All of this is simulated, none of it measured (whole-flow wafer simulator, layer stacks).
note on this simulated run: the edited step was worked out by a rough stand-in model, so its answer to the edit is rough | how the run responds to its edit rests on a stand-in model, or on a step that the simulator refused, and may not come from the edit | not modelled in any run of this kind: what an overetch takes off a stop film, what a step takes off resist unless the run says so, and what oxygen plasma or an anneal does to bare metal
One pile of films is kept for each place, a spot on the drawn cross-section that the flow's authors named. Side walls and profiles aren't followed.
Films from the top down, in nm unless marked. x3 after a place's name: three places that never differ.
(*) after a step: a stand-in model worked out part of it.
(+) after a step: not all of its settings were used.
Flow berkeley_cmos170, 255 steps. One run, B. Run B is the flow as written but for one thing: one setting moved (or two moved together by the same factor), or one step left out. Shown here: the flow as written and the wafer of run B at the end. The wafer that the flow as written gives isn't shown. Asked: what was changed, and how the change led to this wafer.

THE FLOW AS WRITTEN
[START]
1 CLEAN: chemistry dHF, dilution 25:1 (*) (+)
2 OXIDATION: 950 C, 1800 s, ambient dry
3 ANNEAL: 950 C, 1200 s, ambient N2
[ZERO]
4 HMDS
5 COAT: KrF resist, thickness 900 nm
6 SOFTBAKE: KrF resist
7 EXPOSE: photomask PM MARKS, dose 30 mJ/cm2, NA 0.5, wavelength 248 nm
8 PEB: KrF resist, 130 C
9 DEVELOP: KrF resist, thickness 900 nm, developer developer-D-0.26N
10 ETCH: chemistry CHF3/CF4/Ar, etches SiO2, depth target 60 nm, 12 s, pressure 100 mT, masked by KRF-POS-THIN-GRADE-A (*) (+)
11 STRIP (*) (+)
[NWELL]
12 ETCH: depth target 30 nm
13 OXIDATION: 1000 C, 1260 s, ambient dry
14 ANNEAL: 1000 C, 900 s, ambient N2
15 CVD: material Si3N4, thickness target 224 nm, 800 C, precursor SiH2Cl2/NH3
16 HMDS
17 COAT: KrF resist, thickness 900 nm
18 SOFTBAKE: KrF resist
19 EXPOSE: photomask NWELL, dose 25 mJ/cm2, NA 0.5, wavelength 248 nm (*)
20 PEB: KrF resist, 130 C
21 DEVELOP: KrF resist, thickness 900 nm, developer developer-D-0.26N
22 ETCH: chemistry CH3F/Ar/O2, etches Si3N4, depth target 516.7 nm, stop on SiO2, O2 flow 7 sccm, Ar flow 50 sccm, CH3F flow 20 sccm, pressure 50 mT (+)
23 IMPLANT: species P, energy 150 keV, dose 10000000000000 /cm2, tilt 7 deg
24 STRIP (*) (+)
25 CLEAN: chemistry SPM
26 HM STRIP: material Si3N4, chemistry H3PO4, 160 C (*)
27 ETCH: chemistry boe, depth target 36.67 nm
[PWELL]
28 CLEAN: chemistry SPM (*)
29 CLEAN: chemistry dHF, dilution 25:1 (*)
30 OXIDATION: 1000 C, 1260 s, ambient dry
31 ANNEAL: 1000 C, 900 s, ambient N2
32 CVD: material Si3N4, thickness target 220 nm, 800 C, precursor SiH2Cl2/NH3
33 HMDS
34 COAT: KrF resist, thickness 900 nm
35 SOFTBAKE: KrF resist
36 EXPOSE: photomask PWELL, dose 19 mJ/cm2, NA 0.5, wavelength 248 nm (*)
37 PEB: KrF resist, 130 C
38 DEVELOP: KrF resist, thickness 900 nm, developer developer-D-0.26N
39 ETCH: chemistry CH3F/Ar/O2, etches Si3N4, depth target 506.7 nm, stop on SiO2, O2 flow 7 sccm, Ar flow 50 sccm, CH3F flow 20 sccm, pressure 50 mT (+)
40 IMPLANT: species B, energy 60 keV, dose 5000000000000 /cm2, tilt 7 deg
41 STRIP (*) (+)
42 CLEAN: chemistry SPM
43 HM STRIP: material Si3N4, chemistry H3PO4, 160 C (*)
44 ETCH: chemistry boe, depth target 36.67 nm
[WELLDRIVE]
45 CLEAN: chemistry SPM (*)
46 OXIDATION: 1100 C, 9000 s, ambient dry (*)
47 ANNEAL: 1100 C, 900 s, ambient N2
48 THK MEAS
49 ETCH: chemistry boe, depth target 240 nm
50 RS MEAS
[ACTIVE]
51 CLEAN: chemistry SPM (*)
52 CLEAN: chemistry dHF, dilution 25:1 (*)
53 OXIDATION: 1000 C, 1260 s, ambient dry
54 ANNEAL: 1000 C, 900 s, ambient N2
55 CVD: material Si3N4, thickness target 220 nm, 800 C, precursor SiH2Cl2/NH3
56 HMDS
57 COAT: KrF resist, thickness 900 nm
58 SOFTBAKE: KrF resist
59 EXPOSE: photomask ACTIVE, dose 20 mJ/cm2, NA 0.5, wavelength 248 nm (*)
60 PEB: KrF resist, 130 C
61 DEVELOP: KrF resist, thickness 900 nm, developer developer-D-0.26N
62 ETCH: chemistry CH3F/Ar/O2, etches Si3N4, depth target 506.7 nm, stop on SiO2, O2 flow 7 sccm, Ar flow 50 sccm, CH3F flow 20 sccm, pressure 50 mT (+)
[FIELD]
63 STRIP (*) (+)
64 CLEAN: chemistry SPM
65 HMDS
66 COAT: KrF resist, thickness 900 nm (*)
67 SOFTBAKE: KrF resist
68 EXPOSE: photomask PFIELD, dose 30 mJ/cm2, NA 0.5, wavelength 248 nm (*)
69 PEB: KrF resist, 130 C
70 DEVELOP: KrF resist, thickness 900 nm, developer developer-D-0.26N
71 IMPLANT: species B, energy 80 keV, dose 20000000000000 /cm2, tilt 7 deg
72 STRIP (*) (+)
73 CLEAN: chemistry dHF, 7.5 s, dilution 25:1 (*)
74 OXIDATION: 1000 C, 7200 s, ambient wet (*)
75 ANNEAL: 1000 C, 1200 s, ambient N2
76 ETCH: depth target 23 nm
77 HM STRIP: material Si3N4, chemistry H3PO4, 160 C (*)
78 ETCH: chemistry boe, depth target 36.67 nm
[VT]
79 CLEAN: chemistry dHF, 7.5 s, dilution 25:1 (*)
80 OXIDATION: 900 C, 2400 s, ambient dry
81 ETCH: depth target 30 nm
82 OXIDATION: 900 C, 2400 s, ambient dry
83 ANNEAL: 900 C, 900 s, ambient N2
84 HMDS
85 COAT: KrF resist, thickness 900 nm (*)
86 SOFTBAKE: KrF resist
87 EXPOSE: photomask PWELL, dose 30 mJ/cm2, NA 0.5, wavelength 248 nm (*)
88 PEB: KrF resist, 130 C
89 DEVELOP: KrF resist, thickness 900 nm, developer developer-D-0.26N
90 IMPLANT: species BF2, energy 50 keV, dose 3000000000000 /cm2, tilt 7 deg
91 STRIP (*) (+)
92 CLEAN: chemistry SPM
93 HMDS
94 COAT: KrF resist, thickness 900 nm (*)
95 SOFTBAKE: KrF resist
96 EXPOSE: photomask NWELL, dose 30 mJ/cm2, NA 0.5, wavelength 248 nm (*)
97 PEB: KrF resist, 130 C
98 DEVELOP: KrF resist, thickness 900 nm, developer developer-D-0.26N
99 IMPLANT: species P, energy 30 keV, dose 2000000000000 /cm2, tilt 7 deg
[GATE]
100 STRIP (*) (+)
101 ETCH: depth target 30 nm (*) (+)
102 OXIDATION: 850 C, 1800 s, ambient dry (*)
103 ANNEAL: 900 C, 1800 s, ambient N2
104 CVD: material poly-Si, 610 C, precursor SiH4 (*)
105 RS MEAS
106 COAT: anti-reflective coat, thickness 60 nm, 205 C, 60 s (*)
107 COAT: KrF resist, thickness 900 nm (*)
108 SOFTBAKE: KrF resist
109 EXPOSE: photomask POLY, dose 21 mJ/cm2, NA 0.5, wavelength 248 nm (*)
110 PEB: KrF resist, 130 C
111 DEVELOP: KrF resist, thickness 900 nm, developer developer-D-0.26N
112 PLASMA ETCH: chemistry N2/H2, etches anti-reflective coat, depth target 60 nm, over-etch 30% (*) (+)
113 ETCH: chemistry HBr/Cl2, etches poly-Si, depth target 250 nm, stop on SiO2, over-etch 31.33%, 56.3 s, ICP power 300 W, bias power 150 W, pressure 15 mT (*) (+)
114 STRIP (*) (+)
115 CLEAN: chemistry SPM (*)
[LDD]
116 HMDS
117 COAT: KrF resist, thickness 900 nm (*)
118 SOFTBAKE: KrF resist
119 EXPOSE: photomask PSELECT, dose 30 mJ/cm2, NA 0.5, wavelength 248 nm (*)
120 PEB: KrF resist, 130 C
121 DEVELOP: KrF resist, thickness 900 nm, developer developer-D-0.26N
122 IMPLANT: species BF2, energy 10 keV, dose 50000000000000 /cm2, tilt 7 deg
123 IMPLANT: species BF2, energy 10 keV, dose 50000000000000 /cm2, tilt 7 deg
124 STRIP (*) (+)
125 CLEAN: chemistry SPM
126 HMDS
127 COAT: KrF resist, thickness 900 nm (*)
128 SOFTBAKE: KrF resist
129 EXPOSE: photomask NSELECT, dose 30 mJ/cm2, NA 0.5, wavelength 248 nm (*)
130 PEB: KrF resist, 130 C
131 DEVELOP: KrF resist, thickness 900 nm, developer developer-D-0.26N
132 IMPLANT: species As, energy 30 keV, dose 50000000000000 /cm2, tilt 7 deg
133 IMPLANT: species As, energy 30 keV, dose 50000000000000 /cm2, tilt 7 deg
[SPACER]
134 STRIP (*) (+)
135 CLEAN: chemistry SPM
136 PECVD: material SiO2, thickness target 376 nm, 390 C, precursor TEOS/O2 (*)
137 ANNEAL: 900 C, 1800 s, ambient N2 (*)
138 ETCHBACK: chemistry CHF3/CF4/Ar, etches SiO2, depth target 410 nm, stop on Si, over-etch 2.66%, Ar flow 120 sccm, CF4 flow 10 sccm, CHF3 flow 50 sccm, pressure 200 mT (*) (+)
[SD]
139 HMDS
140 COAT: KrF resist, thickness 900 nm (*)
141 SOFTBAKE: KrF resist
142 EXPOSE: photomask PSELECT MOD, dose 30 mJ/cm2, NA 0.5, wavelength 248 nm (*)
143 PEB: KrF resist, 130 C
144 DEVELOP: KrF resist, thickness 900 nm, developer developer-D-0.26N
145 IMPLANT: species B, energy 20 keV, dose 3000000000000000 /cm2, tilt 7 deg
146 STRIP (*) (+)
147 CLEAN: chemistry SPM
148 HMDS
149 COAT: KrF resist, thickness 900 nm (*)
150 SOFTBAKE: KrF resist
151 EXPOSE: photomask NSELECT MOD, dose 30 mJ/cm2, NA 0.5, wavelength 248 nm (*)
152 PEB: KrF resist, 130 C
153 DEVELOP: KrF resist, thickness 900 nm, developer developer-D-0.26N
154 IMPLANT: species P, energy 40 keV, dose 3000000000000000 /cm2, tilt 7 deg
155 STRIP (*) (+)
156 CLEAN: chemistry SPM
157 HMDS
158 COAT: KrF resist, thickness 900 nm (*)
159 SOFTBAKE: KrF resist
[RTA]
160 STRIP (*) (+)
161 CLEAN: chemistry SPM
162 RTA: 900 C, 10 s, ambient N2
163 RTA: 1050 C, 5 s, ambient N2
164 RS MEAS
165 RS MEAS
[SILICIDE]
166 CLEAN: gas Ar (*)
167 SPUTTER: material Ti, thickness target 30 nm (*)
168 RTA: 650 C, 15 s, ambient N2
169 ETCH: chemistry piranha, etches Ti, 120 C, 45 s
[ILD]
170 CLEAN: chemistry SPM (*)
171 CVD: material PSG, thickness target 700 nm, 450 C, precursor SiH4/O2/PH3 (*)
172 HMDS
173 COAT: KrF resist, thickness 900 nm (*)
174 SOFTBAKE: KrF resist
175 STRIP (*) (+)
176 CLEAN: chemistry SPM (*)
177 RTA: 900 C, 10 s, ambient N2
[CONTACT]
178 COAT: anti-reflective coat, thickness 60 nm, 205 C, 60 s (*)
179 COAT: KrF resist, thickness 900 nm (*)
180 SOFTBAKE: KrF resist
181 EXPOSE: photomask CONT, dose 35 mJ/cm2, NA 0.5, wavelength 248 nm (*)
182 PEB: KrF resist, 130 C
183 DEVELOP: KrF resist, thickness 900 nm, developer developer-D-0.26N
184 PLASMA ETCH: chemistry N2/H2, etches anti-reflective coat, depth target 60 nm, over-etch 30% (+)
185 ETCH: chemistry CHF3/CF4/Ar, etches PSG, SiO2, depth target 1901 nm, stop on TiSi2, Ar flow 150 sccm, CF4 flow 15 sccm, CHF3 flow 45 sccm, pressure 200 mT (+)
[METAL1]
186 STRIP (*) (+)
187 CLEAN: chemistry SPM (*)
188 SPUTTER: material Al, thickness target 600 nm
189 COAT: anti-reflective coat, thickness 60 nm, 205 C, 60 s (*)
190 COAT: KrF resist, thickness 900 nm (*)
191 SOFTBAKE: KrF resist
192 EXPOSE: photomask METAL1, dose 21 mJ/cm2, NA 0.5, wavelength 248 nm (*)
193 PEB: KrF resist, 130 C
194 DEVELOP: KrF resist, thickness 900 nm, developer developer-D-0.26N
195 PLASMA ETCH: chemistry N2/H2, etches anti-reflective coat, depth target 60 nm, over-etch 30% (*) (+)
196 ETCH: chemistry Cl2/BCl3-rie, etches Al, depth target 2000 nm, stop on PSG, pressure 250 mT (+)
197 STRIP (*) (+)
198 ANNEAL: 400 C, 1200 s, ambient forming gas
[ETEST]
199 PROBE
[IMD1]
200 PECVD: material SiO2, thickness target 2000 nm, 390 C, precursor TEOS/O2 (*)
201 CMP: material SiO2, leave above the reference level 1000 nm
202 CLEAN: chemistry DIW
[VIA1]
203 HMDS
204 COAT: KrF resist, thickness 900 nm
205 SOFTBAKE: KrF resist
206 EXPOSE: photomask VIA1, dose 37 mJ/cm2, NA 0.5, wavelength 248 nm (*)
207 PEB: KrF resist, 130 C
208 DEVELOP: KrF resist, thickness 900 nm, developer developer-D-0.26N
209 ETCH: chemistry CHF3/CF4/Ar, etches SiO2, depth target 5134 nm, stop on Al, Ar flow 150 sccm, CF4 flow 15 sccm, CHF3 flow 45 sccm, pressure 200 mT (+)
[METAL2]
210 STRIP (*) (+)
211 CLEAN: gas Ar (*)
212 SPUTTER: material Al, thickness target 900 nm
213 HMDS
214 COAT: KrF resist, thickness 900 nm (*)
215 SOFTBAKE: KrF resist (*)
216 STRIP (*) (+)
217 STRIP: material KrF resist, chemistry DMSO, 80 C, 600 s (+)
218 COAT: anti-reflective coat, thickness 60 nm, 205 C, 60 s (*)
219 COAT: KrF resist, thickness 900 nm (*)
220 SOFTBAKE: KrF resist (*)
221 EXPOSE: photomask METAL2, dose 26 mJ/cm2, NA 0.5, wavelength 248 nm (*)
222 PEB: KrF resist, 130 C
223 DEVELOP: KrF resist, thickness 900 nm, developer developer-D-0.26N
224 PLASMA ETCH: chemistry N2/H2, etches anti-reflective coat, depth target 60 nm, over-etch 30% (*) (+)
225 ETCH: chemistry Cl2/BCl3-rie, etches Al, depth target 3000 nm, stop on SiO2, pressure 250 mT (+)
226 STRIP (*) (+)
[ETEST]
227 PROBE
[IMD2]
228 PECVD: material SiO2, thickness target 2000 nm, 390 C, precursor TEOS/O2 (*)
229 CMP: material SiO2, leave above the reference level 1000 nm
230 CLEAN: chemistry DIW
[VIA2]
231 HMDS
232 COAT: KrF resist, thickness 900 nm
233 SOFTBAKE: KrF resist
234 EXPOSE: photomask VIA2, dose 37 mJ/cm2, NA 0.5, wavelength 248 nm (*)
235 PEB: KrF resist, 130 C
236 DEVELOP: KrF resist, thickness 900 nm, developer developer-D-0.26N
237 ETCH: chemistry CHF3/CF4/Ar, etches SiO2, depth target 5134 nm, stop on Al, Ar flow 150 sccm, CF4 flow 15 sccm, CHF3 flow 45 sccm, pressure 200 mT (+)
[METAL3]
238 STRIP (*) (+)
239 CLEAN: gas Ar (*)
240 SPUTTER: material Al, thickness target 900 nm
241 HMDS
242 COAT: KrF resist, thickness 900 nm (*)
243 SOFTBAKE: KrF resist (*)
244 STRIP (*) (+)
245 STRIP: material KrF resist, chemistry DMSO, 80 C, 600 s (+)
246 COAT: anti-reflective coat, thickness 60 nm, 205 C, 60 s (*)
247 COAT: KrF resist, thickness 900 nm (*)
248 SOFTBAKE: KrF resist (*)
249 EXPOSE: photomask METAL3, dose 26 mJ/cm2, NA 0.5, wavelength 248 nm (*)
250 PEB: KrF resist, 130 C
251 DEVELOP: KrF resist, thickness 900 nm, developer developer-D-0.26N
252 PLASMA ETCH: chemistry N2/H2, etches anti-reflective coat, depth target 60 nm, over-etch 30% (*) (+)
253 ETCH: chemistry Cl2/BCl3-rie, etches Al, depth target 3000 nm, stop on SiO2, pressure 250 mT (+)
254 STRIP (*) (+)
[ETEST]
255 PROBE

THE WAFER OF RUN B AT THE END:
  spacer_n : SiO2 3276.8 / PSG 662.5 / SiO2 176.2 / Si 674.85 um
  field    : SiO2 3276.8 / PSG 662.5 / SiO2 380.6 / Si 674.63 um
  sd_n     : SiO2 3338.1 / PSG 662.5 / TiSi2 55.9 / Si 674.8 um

The cause: step 200, PECVD: thickness target 1400 nm was run, where the flow has thickness target 2000 nm.

How the change led to this, step by step:
  200 PECVD: material SiO2, thickness target 2000 nm, 390 C, precursor TEOS/O2 (*)
      field, sd_n, spacer_n and 7 more: SiO2 +1400 (new film) (as written it would be: SiO2 +2000 (new film))
      sd_p: SiO2 +1384.3 (new film) (as written it would be: SiO2 +1976.3 (new film))
      (and at 1 more place)
  201 CMP: material SiO2, leave above the reference level 1000 nm
      spacer_n, spacer_p: nothing (as written it would be: SiO2 -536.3)
      gate_n, gate_p: nothing (as written it would be: SiO2 -577.1)
      (and at 8 more places)
  204 COAT: KrF resist, thickness 900 nm
      sd_n: KrF resist +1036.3 (new film) (as written it would be: KrF resist +900 (new film))
      spacer_n: KrF resist +870.3 (new film) (as written it would be: KrF resist +900 (new film))
      (and at 9 more places)
  207 PEB: KrF resist, 130 C
      contact: KrF resist -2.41 (as written it would be: KrF resist -1.43)
  208 DEVELOP: KrF resist, thickness 900 nm, developer developer-D-0.26N
      via1: KrF resist -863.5 (all of it) (as written it would be: KrF resist -898.6 (all of it))
  210 STRIP (*) (+)
      sd_n: KrF resist -745 (all of it) (as written it would be: KrF resist -608.9 (all of it))
      spacer_n: KrF resist -579.3 (all of it) (as written it would be: KrF resist -608.9 (all of it))
      (and at 8 more places)
  212 SPUTTER: material Al, thickness target 900 nm
      sd_p: Al +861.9 (new film) (as written it would be: Al +900 (new film))
      contact: Al +774.6 (new film) (as written it would be: Al +900 (new film))
  214 COAT: KrF resist, thickness 900 nm (*)
      sd_n: KrF resist +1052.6 (new film) (as written it would be: KrF resist +897.3 (new film))
      spacer_n: KrF resist +870.2 (new film) (as written it would be: KrF resist +899.9 (new film))
      (and at 8 more places)
  216 STRIP (*) (+)
      sd_n: KrF resist -1052.6 (all of it) (as written it would be: KrF resist -897.3 (all of it))
      spacer_n: KrF resist -870.2 (all of it) (as written it would be: KrF resist -899.9 (all of it))
      (and at 8 more places)
  218 COAT: anti-reflective coat, thickness 60 nm, 205 C, 60 s (*)
      field: anti-reflective coat +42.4 (new film) (as written it would be: anti-reflective coat +59.9 (new film))
      sd_n: anti-reflective coat +109.5 (new film) (as written it would be: anti-reflective coat +64.1 (new film))
      (and at 9 more places)
  219 COAT: KrF resist, thickness 900 nm (*)
      field: KrF resist +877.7 (new film) (as written it would be: KrF resist +900.6 (new film))
      sd_n: KrF resist +947.7 (new film) (as written it would be: KrF resist +893.5 (new film))
      (and at 10 more places)
  223 DEVELOP: KrF resist, thickness 900 nm, developer developer-D-0.26N
      field: KrF resist -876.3 (all of it) (as written it would be: KrF resist -899.2 (all of it))
      sd_n: KrF resist -946.2 (all of it) (as written it would be: KrF resist -892.1 (all of it))
      (and at 5 more places)
  224 PLASMA ETCH: chemistry N2/H2, etches anti-reflective coat, depth target 60 nm, over-etch 30% (*) (+)
      contact, m1, via1, m2, via2: KrF resist -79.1 (as written it would be: KrF resist -46.3)
      field: anti-reflective coat -42.4 (all of it) (as written it would be: anti-reflective coat -59.9 (all of it))
      (and at 6 more places)
  225 ETCH: chemistry Cl2/BCl3-rie, etches Al, depth target 3000 nm, stop on SiO2, pressure 250 mT (+)
      sd_n: Al -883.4 (all of it), SiO2 -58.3 (as written it would be: Al -900 (all of it), SiO2 -56.2)
      sd_p: Al -861.9 (all of it), SiO2 -61 (as written it would be: Al -900 (all of it), SiO2 -56.2)
  226 STRIP (*) (+)
      contact: KrF resist -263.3 (all of it), anti-reflective coat -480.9 (all of it) (as written it would be: KrF resist -151.9 (all of it), anti-reflective coat -62.1 (all of it))
      m1: KrF resist -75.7 (all of it), anti-reflective coat -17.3 (all of it) (as written it would be: KrF resist -162.4 (all of it), anti-reflective coat -16.7 (all of it))
      (and at 3 more places)
  228 PECVD: material SiO2, thickness target 2000 nm, 390 C, precursor TEOS/O2 (*)
      sd_n: SiO2 +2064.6 (as written it would be: SiO2 +2000)
  ... 12 more steps ...
  254 STRIP (*) (+)
      contact: KrF resist -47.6 (all of it), anti-reflective coat -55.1 (all of it) (as written it would be: KrF resist -161.3 (all of it), anti-reflective coat -61.1 (all of it))
      m1: KrF resist -48.4 (all of it), anti-reflective coat -38.9 (all of it) (as written it would be: KrF resist -158.8 (all of it), anti-reflective coat -41 (all of it))
      (and at 3 more places)
